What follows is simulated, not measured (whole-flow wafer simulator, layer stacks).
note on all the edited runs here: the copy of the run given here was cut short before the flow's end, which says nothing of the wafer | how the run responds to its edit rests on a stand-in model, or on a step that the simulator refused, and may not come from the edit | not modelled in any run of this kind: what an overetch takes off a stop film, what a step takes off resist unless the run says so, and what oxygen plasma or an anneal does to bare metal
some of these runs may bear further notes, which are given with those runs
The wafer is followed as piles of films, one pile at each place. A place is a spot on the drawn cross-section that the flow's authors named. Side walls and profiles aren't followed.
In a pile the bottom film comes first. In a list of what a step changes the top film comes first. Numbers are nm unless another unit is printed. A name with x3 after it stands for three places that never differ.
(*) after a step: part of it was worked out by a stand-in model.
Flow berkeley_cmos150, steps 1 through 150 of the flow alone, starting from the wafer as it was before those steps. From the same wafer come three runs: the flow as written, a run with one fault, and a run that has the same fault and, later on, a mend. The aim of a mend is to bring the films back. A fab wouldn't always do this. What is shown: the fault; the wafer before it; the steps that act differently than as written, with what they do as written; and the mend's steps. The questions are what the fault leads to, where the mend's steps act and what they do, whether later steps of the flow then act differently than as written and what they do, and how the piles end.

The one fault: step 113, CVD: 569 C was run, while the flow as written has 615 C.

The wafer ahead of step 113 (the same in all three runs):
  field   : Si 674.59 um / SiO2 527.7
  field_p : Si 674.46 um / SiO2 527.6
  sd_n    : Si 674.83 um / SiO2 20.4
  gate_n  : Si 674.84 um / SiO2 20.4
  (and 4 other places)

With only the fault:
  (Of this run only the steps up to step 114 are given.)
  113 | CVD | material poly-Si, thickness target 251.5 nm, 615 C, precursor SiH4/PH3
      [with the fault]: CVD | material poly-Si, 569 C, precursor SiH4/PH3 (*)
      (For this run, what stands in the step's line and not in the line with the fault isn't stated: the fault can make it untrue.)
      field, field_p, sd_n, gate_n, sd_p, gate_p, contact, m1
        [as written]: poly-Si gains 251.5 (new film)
        [with the fault]: poly-Si gains 80.8 (new film)
  Every later step of the flow up to step 114 that is run acts as written at every place that is followed.
  Once step 114 is done, the piles at field, field_p, sd_n, gate_n, sd_p, gate_p, contact, m1 depart from the flow's by more than 2% or 0.5 nm, whichever is larger.
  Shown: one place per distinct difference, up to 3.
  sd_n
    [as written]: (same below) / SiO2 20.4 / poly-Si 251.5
    [with the fault]: (same below) / SiO2 20.4 / poly-Si 80.8
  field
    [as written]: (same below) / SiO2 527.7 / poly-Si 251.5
    [with the fault]: (same below) / SiO2 527.7 / poly-Si 80.8
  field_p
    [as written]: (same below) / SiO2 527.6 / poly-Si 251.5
    [with the fault]: (same below) / SiO2 527.6 / poly-Si 80.8

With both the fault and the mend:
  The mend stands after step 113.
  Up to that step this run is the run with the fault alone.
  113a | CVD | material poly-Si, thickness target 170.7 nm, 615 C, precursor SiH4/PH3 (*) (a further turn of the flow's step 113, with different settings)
      field, field_p, sd_n, gate_n, sd_p, gate_p, contact, m1
        poly-Si gains 170.7
  Every later step of the flow that is run acts as written, at every place that is followed, to within 2% or 0.5 nm, whichever is larger.
  At the end the piles are close to the flow's at the places that both follow, differing by at most 2% or 0.5 nm, whichever is larger.
